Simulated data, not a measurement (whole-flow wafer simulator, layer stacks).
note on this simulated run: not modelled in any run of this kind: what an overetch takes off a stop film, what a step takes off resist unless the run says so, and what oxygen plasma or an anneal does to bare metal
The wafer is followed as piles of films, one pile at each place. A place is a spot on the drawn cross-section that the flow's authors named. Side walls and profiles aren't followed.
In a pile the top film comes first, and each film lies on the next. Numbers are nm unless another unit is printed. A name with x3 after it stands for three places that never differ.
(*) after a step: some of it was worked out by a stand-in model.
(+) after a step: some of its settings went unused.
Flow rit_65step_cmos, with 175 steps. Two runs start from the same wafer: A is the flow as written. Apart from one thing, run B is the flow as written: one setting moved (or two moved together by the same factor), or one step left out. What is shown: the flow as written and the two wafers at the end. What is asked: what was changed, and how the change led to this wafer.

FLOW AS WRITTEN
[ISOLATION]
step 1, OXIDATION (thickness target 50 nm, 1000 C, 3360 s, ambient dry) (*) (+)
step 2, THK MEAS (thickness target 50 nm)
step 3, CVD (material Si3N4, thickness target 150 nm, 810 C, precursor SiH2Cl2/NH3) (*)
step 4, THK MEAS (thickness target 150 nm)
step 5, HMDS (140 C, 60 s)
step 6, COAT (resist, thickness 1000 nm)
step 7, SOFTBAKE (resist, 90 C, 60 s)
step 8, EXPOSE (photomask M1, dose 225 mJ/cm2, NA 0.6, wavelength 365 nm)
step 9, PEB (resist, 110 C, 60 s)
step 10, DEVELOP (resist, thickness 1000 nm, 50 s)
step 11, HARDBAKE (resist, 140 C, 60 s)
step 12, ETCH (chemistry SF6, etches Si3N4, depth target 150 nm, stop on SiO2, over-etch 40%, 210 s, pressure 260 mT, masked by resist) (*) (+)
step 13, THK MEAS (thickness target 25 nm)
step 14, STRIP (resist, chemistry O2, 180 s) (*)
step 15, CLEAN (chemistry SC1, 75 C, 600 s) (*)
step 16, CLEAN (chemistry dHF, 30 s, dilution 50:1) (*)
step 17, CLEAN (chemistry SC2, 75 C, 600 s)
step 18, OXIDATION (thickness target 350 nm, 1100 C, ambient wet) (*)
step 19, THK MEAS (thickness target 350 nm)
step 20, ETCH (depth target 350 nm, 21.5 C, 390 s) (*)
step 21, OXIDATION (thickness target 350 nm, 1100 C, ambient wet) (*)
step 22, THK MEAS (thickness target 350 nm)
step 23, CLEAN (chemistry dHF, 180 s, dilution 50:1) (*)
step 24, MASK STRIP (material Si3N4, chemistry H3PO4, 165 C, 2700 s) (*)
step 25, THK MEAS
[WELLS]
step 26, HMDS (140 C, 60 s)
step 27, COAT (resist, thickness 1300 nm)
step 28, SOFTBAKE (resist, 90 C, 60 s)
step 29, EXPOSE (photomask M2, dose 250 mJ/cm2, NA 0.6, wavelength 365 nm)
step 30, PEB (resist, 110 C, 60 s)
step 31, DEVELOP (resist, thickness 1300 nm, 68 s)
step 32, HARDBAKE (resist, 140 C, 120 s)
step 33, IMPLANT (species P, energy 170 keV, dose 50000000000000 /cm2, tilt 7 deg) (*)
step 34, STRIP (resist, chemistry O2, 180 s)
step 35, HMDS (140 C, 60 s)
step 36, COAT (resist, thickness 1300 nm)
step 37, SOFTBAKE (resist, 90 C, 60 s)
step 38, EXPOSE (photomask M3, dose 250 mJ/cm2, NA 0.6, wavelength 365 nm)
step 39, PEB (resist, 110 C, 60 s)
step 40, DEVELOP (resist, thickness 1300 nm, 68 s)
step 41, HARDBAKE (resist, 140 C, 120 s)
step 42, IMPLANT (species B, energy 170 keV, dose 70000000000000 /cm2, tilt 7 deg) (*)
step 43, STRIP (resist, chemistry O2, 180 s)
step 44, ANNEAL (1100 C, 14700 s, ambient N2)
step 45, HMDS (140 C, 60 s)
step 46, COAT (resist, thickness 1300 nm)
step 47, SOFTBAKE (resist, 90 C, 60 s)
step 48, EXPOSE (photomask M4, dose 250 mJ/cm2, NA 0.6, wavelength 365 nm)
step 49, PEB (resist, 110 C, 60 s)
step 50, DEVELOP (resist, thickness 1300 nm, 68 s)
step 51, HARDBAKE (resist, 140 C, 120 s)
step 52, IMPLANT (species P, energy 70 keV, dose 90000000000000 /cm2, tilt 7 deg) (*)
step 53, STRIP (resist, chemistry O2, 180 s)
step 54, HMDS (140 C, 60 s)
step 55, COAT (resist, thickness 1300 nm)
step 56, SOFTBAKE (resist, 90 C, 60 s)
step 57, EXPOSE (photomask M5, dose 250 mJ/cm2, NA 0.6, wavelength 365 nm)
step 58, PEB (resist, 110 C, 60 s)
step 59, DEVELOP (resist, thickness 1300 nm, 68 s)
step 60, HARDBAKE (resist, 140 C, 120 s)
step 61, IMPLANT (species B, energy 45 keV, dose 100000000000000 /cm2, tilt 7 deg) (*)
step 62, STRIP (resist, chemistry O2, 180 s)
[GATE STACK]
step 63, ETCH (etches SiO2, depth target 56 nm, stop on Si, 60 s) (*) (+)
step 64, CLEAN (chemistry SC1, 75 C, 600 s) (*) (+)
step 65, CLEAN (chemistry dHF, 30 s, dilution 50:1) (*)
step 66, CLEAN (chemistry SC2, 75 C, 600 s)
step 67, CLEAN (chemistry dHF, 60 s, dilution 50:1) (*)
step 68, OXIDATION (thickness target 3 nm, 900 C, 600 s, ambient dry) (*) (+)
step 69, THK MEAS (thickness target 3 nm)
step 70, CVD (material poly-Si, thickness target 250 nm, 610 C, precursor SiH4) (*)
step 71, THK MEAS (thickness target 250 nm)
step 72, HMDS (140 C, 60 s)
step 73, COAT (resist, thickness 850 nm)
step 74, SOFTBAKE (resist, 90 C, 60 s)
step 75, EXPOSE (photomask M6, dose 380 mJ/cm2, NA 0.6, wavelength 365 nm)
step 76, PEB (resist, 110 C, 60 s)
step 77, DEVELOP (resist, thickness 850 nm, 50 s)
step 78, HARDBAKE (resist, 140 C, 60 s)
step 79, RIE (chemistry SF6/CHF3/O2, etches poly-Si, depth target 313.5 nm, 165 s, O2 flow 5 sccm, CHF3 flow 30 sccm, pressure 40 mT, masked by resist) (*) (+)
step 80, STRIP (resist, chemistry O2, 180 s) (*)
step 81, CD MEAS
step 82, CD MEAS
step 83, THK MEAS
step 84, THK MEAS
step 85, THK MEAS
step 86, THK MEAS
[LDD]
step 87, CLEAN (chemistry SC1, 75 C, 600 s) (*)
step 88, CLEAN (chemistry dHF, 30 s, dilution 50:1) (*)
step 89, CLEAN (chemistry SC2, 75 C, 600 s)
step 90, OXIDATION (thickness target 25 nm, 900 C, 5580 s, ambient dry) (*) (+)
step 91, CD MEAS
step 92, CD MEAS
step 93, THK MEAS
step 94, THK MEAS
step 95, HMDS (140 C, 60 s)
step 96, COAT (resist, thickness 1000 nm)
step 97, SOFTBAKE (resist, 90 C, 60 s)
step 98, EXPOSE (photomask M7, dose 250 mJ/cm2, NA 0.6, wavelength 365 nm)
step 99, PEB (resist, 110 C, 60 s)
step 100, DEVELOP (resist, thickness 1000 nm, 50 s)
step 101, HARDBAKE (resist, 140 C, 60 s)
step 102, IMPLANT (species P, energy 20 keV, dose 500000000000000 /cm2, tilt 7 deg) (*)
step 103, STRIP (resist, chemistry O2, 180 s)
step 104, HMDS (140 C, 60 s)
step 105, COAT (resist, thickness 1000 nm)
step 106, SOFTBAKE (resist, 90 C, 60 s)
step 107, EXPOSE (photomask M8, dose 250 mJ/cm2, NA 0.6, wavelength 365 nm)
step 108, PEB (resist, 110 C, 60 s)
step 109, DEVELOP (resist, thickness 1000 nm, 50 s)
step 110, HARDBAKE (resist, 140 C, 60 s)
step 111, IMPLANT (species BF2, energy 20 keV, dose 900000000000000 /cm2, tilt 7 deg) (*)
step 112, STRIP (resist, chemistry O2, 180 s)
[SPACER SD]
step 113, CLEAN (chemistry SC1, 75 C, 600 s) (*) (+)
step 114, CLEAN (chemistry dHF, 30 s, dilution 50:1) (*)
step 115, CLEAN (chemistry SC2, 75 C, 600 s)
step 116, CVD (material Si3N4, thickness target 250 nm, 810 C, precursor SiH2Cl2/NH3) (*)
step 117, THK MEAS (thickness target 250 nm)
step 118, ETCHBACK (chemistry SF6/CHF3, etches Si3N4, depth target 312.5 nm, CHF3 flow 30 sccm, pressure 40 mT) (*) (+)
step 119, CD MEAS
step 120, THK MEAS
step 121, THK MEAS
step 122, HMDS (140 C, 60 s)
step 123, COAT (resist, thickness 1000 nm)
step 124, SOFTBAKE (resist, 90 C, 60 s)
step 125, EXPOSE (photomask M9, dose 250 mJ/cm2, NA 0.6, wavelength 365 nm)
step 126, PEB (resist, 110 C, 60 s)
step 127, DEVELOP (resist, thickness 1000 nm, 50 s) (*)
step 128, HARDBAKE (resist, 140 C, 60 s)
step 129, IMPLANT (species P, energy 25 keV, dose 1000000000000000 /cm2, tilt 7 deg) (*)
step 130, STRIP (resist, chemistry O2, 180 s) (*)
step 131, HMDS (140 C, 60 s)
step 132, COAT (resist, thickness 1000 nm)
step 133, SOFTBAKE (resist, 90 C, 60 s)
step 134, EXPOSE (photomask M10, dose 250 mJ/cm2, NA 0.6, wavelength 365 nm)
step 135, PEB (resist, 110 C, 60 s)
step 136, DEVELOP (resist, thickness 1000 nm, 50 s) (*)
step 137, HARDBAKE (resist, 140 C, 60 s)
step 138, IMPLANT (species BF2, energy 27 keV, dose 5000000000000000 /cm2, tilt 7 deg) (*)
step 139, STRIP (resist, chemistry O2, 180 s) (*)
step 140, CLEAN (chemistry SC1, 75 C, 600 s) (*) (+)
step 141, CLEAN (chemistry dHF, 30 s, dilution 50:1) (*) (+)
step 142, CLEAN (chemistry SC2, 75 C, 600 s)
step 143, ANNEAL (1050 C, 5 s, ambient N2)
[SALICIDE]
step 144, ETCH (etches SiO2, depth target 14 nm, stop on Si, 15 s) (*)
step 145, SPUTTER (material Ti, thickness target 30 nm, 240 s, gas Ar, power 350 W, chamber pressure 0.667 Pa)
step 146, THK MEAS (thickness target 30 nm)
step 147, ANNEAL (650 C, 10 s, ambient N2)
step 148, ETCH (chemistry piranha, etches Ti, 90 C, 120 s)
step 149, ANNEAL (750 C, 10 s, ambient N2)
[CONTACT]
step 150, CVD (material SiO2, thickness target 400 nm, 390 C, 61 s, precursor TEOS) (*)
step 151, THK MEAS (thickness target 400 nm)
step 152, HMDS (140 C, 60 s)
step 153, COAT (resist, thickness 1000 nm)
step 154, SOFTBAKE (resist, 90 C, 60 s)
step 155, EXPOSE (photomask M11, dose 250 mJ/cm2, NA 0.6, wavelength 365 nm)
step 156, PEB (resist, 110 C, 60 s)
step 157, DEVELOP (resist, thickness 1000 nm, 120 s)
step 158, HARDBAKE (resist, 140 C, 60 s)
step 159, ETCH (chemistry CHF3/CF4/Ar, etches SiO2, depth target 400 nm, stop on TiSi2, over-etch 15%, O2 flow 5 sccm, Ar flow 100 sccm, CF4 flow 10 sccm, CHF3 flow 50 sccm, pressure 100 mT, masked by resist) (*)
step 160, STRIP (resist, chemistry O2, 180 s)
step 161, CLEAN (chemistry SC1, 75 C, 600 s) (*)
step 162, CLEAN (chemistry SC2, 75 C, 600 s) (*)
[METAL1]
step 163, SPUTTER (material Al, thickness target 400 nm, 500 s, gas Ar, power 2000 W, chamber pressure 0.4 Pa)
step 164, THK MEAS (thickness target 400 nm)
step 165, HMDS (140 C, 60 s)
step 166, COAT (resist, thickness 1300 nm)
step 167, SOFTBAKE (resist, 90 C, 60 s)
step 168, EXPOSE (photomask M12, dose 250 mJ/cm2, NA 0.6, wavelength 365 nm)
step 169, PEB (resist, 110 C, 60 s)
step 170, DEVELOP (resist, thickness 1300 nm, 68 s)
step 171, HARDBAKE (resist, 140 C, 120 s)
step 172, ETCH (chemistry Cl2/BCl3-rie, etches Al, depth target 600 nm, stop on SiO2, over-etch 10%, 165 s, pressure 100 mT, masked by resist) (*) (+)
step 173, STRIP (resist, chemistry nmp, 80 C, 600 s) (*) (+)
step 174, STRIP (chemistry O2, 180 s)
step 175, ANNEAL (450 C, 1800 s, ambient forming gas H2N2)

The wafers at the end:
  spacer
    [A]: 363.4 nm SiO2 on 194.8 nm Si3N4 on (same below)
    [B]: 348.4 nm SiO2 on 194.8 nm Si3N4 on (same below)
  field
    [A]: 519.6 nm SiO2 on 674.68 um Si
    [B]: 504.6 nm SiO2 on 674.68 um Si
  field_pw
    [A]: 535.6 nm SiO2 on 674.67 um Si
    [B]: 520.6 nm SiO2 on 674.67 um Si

The reason: step 163, SPUTTER: 350 s was run, whereas the flow has 500 s.

The path from the change to this, step by step:
  step 163, SPUTTER (material Al, thickness target 400 nm, 500 s, gas Ar, power 2000 W, chamber pressure 0.4 Pa)
      field, field_p, spacer, spacer_p: A +400 Al (new film) | B +280 Al (new film)
      gate_n, gate_p: A +396 Al (new film) | B +280 Al (new film)
      (and at 2 other places as well)
  step 172, ETCH (chemistry Cl2/BCl3-rie, etches Al, depth target 600 nm, stop on SiO2, over-etch 10%, 165 s, pressure 100 mT, masked by resist) (*) (+)
      field, field_p, spacer, spacer_p: A -400 Al (all of it), -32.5 SiO2 | B -280 Al (all of it), -47.5 SiO2
      gate_n, gate_p: A -396 Al (all of it), -33 SiO2 | B -280 Al (all of it), -47.5 SiO2
      (and at 2 other places as well)
